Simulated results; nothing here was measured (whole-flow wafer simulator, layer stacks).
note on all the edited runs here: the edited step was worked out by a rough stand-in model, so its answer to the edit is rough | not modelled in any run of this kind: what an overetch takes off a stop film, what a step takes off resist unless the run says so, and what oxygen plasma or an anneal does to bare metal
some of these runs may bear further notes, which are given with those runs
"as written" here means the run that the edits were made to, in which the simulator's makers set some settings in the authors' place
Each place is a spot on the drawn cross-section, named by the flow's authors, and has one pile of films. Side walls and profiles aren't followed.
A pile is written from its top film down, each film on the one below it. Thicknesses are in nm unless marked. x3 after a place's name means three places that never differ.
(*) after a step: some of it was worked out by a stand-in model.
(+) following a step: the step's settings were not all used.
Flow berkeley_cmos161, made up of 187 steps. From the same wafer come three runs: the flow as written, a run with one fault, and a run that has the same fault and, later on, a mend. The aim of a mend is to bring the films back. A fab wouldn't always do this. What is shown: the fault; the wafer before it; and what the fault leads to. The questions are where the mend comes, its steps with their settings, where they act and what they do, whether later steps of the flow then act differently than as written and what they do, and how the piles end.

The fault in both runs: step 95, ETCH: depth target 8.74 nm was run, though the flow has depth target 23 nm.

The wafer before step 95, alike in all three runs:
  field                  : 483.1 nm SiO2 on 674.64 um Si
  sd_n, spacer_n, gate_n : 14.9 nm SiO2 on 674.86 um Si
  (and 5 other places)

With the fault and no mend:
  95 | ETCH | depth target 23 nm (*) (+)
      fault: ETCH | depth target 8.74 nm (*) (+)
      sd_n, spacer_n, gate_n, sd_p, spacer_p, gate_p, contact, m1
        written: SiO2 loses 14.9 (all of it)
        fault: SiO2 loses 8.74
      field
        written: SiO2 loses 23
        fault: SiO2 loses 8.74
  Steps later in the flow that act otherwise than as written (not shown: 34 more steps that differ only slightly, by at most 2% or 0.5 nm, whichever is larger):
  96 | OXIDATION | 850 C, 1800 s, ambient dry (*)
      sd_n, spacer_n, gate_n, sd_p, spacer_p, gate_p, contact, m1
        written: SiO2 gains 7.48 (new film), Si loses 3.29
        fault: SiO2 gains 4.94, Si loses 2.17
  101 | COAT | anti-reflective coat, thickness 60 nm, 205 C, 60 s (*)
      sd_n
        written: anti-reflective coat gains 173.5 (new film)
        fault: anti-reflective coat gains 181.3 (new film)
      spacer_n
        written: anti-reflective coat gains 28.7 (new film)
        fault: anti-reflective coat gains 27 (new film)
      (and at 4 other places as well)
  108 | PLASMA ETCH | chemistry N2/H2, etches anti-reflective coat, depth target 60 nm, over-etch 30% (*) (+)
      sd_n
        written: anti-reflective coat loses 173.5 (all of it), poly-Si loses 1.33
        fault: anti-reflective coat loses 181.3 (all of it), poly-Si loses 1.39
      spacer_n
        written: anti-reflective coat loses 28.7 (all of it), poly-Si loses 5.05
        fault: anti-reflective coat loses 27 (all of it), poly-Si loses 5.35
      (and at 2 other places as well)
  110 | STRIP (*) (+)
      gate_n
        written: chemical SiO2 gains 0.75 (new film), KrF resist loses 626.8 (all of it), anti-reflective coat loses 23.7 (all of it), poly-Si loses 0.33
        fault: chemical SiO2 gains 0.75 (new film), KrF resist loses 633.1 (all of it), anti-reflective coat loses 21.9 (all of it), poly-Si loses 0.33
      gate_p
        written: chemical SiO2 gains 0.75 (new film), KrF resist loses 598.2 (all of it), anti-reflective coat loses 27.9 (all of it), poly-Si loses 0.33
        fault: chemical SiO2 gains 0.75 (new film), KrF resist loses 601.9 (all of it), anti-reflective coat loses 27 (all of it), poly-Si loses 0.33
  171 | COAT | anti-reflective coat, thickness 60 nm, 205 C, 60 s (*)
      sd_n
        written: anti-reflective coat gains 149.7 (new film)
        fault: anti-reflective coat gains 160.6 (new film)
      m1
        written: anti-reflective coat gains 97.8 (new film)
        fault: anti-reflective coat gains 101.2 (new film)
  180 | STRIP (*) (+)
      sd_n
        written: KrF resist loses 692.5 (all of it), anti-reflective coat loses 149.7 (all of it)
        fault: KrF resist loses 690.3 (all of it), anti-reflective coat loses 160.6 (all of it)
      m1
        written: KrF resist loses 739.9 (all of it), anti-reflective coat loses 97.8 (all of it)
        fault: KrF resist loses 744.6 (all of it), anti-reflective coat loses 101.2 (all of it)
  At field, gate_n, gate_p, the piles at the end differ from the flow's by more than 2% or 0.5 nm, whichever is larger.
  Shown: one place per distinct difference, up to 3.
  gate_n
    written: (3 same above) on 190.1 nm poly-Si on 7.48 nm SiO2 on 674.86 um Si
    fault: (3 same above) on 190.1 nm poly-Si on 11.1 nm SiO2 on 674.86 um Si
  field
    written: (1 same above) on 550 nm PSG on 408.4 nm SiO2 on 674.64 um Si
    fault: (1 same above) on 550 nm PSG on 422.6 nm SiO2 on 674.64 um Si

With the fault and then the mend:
  The mend stands after step 95.
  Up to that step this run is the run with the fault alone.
  95a | ETCH | depth target 14.26 nm (*) (+) (the flow's step 95 again, with other settings)
      sd_n, spacer_n, gate_n, sd_p, spacer_p, gate_p, contact, m1
        SiO2 loses 6.2 (all of it)
      field
        SiO2 loses 14.3
  Later steps of the flow that are run all act as written at every place that is followed.
  At every place that both follow, the piles at the end match the flow's.
